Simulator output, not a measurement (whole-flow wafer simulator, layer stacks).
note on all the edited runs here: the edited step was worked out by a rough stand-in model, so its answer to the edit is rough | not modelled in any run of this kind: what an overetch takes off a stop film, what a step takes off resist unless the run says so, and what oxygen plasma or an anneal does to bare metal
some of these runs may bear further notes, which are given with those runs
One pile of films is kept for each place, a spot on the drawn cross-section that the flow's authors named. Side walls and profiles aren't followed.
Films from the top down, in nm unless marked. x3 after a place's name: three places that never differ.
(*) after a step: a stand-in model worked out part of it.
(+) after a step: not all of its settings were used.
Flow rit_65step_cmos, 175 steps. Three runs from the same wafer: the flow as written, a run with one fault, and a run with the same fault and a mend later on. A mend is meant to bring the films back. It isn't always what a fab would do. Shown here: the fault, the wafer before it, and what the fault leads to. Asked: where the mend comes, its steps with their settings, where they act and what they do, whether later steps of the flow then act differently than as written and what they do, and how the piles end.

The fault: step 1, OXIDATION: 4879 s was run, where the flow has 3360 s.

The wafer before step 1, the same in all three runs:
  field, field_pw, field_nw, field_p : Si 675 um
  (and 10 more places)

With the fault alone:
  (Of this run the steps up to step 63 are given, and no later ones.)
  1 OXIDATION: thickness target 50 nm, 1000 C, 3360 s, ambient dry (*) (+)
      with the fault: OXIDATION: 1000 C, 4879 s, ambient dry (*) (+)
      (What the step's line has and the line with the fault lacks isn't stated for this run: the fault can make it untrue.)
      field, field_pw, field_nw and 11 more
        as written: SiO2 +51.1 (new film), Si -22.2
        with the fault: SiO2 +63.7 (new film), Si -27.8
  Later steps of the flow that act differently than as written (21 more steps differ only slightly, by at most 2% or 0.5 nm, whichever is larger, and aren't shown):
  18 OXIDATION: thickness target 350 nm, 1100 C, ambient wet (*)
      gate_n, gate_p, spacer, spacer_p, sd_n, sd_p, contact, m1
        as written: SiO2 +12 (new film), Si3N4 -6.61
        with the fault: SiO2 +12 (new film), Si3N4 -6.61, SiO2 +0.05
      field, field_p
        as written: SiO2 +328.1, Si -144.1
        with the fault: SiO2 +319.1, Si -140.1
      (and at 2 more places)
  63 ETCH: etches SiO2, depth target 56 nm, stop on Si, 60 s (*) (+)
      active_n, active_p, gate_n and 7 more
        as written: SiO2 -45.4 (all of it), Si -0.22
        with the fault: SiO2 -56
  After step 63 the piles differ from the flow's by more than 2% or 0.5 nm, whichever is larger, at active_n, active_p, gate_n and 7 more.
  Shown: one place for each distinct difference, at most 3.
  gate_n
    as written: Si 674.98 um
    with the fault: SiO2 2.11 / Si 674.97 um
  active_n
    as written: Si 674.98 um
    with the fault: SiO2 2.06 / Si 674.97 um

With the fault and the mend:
  The mend comes after step 2.
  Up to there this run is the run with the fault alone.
  2a ETCH: depth target 74 nm, 21.5 C, 82 s
      field, field_pw, field_nw and 11 more
        SiO2 -63.7 (all of it)
  2b CLEAN: chemistry SC2, 75 C, 600 s
      field, field_pw, field_nw and 11 more
        chemical SiO2 +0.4 (new film), Si -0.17
  2c OXIDATION: 1000 C, 3360 s, ambient dry (*) (the flow's step 1 once more, with other settings)
      field, field_pw, field_nw and 11 more
        SiO2 +51 (new film), chemical SiO2 -0.4 (all of it), Si -22.3
  Later steps of the flow that act differently than as written (17 more steps differ only slightly, by at most 2% or 0.5 nm, whichever is larger, and aren't shown):
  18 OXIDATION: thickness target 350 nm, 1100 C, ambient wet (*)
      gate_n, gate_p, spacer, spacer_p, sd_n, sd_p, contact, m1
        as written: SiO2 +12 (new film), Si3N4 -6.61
        with the mend: SiO2 +12 (new film), Si3N4 -6.61, SiO2 +0.03
  At the end the piles differ from the flow's only slightly at the places that both follow, by at most 2% or 0.5 nm, whichever is larger.
